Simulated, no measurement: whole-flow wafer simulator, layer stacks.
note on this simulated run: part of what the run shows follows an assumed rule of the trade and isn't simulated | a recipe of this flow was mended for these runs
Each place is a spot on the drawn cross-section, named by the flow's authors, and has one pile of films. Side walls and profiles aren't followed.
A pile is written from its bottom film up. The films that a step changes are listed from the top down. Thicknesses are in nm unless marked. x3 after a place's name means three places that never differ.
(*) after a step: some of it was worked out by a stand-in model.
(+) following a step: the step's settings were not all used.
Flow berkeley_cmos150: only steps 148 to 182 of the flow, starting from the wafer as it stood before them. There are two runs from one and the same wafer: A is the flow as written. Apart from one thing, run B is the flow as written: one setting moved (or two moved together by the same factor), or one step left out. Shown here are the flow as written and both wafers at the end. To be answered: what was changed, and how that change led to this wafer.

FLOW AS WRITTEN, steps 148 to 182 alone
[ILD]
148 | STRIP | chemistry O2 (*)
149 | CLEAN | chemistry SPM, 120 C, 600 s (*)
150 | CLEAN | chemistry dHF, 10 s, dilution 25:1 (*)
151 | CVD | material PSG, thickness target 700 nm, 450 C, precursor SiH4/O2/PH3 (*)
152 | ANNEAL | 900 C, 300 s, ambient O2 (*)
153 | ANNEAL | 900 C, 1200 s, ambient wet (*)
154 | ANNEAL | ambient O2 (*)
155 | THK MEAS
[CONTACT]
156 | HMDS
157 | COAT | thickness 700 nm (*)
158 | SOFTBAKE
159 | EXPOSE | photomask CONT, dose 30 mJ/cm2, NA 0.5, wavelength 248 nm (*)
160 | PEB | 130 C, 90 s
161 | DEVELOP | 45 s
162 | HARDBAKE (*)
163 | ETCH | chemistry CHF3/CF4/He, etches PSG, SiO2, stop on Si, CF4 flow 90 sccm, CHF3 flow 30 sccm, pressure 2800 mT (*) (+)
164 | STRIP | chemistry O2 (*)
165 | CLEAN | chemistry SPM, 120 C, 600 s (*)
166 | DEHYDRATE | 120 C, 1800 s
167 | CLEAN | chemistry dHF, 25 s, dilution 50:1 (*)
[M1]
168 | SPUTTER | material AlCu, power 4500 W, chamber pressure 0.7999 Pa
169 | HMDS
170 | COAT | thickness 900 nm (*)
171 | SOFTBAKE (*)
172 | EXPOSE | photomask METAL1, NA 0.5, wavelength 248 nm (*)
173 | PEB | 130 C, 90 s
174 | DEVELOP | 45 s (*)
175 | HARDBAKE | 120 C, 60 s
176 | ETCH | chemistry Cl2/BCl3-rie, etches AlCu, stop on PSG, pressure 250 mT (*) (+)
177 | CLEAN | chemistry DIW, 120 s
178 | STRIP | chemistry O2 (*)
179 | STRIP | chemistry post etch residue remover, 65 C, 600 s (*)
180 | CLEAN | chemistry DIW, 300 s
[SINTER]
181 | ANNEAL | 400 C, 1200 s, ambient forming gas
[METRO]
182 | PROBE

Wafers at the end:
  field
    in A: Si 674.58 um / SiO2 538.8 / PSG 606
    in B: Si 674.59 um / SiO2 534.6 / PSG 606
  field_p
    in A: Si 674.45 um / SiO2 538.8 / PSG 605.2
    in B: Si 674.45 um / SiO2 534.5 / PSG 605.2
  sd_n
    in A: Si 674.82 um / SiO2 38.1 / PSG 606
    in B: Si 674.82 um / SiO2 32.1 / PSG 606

The reason: step 153, ANNEAL: 885 s was run, whereas the flow has 1200 s.

The path from the change to this, step by step:
  153 | ANNEAL | 900 C, 1200 s, ambient wet (*)
      sd_n, contact, m1: A PSG loses 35, SiO2 gains 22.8, Si loses 10 | B PSG loses 35, SiO2 gains 16.8, Si loses 7.4
      field, field_p: A PSG loses 35, SiO2 gains 16.3, Si loses 7.15 | B PSG loses 35, SiO2 gains 12, Si loses 5.28
      (also at 3 further places)
  163 | ETCH | chemistry CHF3/CF4/He, etches PSG, SiO2, stop on Si, CF4 flow 90 sccm, CHF3 flow 30 sccm, pressure 2800 mT (*) (+)
      contact: A PSG loses 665 (all of it), SiO2 loses 38.1 (all of it), Si loses 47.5 | B PSG loses 665 (all of it), SiO2 loses 32.1 (all of it), Si loses 47.5
  176 | ETCH | chemistry Cl2/BCl3-rie, etches AlCu, stop on PSG, pressure 250 mT (*) (+)
      gate_p: A AlCu loses 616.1 (all of it), PSG loses 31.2 | B AlCu loses 609.8 (all of it), PSG loses 32
